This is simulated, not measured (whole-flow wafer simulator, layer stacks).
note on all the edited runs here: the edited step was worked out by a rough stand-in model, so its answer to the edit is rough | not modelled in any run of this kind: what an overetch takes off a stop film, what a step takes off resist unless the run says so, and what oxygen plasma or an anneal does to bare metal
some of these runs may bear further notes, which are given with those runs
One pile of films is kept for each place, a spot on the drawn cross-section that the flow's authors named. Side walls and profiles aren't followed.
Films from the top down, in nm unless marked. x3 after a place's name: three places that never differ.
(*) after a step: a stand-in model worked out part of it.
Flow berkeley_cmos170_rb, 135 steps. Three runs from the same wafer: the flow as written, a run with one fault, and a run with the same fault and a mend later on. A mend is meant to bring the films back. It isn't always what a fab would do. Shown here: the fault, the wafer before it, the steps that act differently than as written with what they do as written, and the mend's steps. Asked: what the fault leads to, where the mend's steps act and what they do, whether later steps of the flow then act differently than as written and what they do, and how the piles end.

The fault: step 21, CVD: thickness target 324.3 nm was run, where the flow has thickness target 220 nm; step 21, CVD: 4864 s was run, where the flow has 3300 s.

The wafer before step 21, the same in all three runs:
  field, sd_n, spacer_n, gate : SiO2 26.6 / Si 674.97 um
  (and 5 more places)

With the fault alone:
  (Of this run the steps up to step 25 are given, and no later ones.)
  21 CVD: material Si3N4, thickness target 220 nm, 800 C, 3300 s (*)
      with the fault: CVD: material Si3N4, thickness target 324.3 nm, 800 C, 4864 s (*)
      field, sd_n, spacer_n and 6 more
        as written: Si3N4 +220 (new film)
        with the fault: Si3N4 +324.3 (new film)
  No later step of the flow up to step 25 acts differently than as written at any place that is followed.
  After step 25 the piles differ from the flow's by more than 2% or 0.5 nm, whichever is larger, at field, sd_n, spacer_n and 6 more.
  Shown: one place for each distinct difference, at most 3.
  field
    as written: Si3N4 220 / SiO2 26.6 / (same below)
    with the fault: Si3N4 324.3 / SiO2 26.6 / (same below)
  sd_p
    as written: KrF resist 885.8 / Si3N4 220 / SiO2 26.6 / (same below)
    with the fault: KrF resist 885.8 / Si3N4 324.3 / SiO2 26.6 / (same below)

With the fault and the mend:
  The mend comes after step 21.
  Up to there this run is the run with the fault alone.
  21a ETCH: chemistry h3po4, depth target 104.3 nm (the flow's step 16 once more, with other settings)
      field, sd_n, spacer_n and 6 more
        Si3N4 -104.3
  No later step of the flow acts differently than as written at any place that is followed.
  At the end the piles are the same as the flow's at every place that both follow.
